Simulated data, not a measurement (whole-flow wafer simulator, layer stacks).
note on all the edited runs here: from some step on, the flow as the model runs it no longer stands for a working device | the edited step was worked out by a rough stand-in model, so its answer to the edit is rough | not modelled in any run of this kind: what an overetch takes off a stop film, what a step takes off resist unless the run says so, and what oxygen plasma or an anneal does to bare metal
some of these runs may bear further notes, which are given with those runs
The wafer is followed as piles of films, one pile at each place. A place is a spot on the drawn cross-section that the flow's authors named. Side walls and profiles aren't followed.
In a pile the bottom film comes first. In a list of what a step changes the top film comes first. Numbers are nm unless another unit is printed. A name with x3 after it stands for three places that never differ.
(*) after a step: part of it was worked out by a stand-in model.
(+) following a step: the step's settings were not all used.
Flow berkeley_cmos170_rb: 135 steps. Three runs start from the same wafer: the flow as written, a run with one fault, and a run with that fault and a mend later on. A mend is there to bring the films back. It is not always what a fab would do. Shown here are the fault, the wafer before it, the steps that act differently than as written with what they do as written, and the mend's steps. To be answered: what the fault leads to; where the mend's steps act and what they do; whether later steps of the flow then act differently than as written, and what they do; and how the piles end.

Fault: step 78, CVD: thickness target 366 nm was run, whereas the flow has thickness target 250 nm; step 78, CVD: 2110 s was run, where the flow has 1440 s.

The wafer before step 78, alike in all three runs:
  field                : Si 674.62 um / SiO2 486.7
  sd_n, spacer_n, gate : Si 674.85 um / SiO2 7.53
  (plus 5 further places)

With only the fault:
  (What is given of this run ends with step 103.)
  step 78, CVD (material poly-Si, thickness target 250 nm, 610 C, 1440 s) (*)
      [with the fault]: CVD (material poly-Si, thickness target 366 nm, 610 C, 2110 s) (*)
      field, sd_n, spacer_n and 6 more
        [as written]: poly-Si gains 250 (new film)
        [with the fault]: poly-Si gains 366 (new film)
  Steps later in the flow that act otherwise than as written (3 more steps, not shown, differ only slightly: by at most 2% or 0.5 nm, whichever is larger):
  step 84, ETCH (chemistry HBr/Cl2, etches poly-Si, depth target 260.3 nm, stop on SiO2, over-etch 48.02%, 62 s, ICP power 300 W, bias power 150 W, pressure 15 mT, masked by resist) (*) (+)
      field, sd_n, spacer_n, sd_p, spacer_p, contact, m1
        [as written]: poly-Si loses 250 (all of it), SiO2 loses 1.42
        [with the fault]: poly-Si loses 366 (all of it), SiO2 loses 0.1
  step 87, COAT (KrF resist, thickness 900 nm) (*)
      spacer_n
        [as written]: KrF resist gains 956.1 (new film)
        [with the fault]: KrF resist gains 982.3 (new film)
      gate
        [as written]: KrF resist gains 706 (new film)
        [with the fault]: KrF resist gains 618.9 (new film)
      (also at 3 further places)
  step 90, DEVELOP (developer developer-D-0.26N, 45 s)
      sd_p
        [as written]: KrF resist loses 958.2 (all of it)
        [with the fault]: KrF resist loses 979.6 (all of it)
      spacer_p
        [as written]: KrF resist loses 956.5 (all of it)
        [with the fault]: KrF resist loses 983.7 (all of it)
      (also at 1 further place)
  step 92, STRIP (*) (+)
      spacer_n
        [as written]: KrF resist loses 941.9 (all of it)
        [with the fault]: KrF resist loses 968.1 (all of it)
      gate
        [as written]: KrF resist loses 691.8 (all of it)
        [with the fault]: KrF resist loses 604.7 (all of it)
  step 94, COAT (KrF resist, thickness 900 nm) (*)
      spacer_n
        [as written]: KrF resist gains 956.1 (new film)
        [with the fault]: KrF resist gains 982.3 (new film)
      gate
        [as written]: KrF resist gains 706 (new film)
        [with the fault]: KrF resist gains 618.9 (new film)
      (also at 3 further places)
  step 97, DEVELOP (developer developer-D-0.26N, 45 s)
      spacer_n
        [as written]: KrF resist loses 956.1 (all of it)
        [with the fault]: KrF resist loses 982.3 (all of it)
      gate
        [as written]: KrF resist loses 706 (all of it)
        [with the fault]: KrF resist loses 618.9 (all of it)
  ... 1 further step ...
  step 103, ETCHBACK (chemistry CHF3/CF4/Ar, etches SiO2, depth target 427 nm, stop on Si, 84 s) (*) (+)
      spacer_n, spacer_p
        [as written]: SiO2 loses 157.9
        [with the fault]: SiO2 loses 41.8
  After step 103, at spacer_n, gate, spacer_p, gate_p, the piles differ from the flow's by more than 2% or 0.5 nm, whichever is larger.
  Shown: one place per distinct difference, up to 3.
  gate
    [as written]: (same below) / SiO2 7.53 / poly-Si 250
    [with the fault]: (same below) / SiO2 7.53 / poly-Si 366
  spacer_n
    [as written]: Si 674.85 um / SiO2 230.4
    [with the fault]: Si 674.85 um / SiO2 346.4
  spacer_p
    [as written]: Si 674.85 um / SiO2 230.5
    [with the fault]: Si 674.85 um / SiO2 346.5

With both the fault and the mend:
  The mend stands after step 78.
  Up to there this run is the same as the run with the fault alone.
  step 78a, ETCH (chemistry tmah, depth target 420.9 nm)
      field, sd_n, spacer_n and 6 more
        poly-Si loses 366 (all of it)
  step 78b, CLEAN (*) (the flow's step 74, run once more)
      does not change any film at any place that is followed
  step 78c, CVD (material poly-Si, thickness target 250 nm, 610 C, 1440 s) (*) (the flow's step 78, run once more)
      field, sd_n, spacer_n and 6 more
        poly-Si gains 250 (new film)
  Every later step of the flow that is run acts as written at every place that is followed.
  At every place that both follow, the piles at the end match the flow's.
